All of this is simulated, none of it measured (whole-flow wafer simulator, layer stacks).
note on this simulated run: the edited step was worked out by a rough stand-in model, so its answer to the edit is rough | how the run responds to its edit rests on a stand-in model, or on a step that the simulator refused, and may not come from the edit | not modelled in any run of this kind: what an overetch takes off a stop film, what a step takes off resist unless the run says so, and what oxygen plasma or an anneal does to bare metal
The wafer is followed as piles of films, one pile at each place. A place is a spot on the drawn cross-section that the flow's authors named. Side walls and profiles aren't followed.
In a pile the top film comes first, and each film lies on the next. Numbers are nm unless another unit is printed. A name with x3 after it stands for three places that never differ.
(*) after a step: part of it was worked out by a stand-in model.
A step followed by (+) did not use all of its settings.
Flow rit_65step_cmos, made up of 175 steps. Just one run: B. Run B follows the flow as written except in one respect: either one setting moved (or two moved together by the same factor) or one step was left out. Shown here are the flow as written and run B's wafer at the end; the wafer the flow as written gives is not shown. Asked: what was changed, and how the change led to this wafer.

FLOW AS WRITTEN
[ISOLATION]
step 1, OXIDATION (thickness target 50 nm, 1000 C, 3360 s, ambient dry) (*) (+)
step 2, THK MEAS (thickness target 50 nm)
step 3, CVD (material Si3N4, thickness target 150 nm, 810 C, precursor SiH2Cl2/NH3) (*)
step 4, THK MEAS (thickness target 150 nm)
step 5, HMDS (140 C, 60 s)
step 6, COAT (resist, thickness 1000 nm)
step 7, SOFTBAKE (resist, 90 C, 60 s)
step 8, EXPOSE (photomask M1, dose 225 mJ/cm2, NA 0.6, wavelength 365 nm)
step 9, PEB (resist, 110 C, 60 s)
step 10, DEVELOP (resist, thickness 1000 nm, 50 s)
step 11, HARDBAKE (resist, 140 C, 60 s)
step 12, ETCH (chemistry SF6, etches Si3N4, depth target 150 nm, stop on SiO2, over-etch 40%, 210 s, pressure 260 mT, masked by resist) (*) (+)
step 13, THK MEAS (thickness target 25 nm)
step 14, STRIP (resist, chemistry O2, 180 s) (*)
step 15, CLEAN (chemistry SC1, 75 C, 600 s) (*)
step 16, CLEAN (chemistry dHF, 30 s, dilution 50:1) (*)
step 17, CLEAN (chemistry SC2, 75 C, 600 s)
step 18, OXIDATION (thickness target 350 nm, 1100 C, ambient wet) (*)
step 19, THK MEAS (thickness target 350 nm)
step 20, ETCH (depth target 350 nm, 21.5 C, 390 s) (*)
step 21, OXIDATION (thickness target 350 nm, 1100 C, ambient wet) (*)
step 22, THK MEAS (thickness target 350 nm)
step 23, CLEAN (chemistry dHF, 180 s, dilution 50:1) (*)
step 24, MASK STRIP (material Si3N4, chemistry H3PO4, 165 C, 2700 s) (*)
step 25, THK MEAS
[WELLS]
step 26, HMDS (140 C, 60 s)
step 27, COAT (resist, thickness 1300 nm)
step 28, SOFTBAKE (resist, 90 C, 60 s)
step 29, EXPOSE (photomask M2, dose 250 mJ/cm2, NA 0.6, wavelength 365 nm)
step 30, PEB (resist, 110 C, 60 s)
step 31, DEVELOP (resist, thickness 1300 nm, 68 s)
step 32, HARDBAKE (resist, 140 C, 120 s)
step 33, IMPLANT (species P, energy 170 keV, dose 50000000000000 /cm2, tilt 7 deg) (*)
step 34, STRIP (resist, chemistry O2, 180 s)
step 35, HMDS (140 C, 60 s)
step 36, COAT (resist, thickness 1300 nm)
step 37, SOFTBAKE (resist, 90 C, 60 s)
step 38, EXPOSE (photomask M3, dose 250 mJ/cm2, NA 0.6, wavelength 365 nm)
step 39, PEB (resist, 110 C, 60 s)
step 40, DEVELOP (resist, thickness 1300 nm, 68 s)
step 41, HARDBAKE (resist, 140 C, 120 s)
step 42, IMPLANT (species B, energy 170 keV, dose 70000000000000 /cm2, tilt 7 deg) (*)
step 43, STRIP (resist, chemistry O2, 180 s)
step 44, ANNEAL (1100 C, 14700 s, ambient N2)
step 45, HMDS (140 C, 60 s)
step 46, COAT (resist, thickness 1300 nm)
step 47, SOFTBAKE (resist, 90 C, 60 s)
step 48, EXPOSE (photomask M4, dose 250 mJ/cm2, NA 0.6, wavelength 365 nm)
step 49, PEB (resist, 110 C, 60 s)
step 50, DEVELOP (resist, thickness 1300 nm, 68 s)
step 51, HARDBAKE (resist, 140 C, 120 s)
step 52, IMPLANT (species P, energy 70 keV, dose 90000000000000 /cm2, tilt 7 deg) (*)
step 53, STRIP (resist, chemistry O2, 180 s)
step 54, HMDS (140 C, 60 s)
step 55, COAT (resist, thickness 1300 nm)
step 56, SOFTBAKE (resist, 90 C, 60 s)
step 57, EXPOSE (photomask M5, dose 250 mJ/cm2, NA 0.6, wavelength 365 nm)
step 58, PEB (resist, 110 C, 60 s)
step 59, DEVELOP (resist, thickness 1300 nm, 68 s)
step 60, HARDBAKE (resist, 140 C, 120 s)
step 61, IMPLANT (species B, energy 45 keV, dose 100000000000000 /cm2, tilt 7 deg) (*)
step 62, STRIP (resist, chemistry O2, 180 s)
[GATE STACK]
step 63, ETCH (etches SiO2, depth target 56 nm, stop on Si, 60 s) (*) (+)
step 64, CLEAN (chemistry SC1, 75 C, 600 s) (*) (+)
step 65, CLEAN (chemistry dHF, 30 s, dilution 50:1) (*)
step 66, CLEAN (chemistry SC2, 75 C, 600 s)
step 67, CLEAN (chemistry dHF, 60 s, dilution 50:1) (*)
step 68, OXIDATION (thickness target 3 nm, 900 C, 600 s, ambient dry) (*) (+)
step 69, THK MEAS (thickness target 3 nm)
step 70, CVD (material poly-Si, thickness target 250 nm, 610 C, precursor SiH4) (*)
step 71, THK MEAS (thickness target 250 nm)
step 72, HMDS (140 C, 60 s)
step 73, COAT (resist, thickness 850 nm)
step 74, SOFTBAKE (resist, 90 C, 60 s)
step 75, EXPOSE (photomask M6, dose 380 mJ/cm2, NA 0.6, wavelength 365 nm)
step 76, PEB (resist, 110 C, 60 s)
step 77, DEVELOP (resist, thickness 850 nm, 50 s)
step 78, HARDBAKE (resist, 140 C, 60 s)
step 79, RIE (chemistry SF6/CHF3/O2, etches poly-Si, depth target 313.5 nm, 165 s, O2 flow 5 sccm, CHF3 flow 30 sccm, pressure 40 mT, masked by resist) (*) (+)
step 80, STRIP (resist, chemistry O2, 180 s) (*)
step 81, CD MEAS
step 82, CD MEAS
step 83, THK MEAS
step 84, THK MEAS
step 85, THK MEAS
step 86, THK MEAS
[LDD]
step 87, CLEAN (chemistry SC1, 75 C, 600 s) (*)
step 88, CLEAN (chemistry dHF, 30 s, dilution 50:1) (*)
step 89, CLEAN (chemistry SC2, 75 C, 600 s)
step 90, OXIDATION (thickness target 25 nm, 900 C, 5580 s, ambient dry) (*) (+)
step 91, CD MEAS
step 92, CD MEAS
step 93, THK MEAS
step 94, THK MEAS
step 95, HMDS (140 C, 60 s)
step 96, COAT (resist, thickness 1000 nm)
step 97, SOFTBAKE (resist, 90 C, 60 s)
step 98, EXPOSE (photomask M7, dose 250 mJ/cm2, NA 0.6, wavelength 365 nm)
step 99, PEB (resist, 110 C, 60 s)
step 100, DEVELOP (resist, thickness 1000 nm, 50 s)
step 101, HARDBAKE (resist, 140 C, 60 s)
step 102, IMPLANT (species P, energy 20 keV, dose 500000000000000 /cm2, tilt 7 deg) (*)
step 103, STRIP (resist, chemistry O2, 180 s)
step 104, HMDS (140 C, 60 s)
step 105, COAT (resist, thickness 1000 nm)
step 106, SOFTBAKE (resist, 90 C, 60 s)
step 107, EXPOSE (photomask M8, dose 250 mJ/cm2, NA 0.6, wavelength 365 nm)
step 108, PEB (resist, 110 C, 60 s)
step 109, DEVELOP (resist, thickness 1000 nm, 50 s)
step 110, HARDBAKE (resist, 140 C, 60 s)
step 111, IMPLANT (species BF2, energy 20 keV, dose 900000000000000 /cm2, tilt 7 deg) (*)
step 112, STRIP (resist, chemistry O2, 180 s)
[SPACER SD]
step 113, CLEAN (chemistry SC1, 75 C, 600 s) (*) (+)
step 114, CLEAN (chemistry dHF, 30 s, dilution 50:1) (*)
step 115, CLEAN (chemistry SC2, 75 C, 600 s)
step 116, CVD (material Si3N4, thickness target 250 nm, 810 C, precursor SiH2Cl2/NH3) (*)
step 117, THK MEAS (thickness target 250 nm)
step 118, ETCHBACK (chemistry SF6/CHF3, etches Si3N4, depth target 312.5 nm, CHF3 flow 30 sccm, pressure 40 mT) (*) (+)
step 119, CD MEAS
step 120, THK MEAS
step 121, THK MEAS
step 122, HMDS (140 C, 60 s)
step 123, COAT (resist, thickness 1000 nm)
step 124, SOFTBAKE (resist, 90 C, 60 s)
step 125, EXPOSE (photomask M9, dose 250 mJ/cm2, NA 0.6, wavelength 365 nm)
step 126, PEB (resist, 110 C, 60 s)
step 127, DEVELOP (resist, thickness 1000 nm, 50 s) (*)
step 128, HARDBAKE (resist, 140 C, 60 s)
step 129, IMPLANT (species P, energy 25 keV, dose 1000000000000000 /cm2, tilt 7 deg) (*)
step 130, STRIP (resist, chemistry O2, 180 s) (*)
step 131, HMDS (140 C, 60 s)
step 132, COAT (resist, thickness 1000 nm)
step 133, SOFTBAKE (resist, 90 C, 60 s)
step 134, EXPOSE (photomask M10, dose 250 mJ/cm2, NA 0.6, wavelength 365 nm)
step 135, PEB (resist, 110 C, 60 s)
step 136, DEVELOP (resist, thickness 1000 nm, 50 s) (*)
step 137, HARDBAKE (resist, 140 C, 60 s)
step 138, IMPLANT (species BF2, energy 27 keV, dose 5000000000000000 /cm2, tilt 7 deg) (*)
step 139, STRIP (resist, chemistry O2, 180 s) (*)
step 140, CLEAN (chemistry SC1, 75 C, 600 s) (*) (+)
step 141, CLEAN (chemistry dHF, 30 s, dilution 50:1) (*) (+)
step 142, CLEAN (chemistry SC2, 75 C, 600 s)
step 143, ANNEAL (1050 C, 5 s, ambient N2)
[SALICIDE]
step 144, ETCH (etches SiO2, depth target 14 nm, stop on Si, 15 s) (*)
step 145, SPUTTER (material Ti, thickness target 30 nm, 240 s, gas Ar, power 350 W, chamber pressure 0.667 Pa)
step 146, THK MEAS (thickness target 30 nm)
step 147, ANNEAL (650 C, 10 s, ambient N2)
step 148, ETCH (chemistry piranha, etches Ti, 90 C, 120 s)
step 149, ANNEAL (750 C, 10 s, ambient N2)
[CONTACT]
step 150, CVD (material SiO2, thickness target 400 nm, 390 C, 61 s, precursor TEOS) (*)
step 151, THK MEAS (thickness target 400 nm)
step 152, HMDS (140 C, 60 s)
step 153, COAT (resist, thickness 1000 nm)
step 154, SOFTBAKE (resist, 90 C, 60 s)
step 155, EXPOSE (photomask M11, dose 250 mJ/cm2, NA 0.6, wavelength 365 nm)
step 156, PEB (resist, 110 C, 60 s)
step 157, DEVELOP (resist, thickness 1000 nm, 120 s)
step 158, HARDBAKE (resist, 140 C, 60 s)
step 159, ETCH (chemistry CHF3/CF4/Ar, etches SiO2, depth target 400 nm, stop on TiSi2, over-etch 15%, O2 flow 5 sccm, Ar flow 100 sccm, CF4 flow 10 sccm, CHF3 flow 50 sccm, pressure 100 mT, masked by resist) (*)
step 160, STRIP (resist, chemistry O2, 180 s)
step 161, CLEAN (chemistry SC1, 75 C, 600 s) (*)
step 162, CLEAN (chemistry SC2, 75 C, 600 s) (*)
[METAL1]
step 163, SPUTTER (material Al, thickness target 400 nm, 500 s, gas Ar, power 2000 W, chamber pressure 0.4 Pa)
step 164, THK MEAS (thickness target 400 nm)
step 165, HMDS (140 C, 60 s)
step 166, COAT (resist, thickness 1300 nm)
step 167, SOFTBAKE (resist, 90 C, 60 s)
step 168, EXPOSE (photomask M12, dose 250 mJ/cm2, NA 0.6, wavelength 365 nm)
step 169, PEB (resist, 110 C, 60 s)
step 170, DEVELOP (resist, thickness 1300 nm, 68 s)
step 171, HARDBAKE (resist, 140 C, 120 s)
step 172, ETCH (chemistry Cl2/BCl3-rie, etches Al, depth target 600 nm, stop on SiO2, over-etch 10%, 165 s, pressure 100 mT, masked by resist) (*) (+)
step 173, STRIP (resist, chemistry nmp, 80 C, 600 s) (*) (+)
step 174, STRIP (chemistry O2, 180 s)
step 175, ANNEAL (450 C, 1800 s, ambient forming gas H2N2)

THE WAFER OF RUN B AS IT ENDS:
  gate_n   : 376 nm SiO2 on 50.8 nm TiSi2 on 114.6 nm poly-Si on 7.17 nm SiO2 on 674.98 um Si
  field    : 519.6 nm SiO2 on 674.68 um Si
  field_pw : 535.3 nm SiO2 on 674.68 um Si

What caused this: step 1, OXIDATION: 925 C was run, though the flow has 1000 C.

How this came from the change, step by step:
  step 1, OXIDATION (thickness target 50 nm, 1000 C, 3360 s, ambient dry) (*) (+)
      field, field_pw, field_nw and 11 more: SiO2 gains 27 (new film), Si loses 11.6 (as written it would have been: SiO2 gains 51.1 (new film), Si loses 22.2)
  step 16, CLEAN (chemistry dHF, 30 s, dilution 50:1) (*)
      field, field_pw, field_nw, field_p: SiO2 loses 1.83 (all of it) (as written it would have been: SiO2 loses 2.78)
  step 18, OXIDATION (thickness target 350 nm, 1100 C, ambient wet) (*)
      field, field_p: SiO2 gains 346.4 (new film), chemical SiO2 loses 0.4 (all of it), Si loses 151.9 (as written it would have been: SiO2 gains 328.1, Si loses 144.1)
      field_pw, field_nw: SiO2 gains 350 (new film), chemical SiO2 loses 0.4 (all of it), Si loses 153.8 (as written it would have been: SiO2 gains 332.2, Si loses 146.2)
  step 63, ETCH (etches SiO2, depth target 56 nm, stop on Si, 60 s) (*) (+)
      active_n, active_p, gate_n and 7 more: SiO2 loses 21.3 (all of it), Si loses 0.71 (as written it would have been: SiO2 loses 45.4 (all of it), Si loses 0.22)
